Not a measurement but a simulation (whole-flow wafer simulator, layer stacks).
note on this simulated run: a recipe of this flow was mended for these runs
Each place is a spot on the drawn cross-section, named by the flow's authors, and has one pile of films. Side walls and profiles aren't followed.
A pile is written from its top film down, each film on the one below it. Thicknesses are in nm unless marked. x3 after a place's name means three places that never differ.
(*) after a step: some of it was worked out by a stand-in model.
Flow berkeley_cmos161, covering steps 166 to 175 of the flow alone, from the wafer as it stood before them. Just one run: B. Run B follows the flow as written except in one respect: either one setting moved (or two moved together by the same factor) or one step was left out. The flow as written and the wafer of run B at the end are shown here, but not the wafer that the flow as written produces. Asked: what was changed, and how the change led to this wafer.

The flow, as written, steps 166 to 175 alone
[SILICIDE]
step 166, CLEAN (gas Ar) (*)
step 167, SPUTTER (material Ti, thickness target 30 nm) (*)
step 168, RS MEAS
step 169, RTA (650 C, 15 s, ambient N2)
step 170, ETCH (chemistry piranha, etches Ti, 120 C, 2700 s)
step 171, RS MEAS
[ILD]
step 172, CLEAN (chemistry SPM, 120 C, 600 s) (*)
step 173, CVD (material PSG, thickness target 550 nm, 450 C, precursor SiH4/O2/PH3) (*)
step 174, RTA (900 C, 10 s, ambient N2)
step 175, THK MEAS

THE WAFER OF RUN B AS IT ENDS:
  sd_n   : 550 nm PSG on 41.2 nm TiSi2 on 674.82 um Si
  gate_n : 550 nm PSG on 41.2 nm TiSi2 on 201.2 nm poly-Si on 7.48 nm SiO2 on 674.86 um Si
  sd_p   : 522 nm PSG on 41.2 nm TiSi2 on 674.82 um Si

What caused this: step 167, SPUTTER: thickness target 23 nm was run, though the flow has thickness target 30 nm; step 170, ETCH: 2052 s was run, where the flow has 2700 s.

How this came from the change, step by step:
  step 167, SPUTTER (material Ti, thickness target 30 nm) (*)
      field, sd_n, spacer_n, gate_n, sd_p, spacer_p, gate_p, contact x2: +23 Ti (new film) (as written it would have been: +30 Ti (new film))
  step 169, RTA (650 C, 15 s, ambient N2)
      sd_n, sd_p, contact x2: -17.9 Ti, +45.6 TiSi2 C49 (new film), -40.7 Si (as written it would have been: -23.4 Ti, +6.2 TiSi first (new film), +50.3 TiSi2 C49 (new film), -49 Si)
      gate_n, gate_p: -17.9 Ti, +45.6 TiSi2 C49 (new film), -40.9 poly-Si (as written it would have been: -23.4 Ti, +6.2 TiSi first (new film), +50.3 TiSi2 C49 (new film), -49.2 poly-Si)
  step 170, ETCH (chemistry piranha, etches Ti, 120 C, 2700 s)
      sd_n, gate_n, sd_p, gate_p, contact x2: -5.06 Ti (all of it), -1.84 TiSi2 C49 (as written it would have been: -6.6 Ti (all of it), -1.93 TiSi first)
      field, spacer_n, spacer_p: -23 Ti (all of it) (as written it would have been: -30 Ti (all of it))
  step 174, RTA (900 C, 10 s, ambient N2)
      sd_n, sd_p, contact x2: under 1 film: +41.2 TiSi2 (new film), -43.8 TiSi2 C49 (all of it) (as written it would have been: under 1 film: +53.3 TiSi2 (new film), -4.27 TiSi first (all of it), -50.3 TiSi2 C49 (all of it), -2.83 Si)
      gate_n, gate_p: under 1 film: +41.2 TiSi2 (new film), -43.8 TiSi2 C49 (all of it) (as written it would have been: under 1 film: +53.3 TiSi2 (new film), -4.27 TiSi first (all of it), -50.3 TiSi2 C49 (all of it), -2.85 poly-Si)
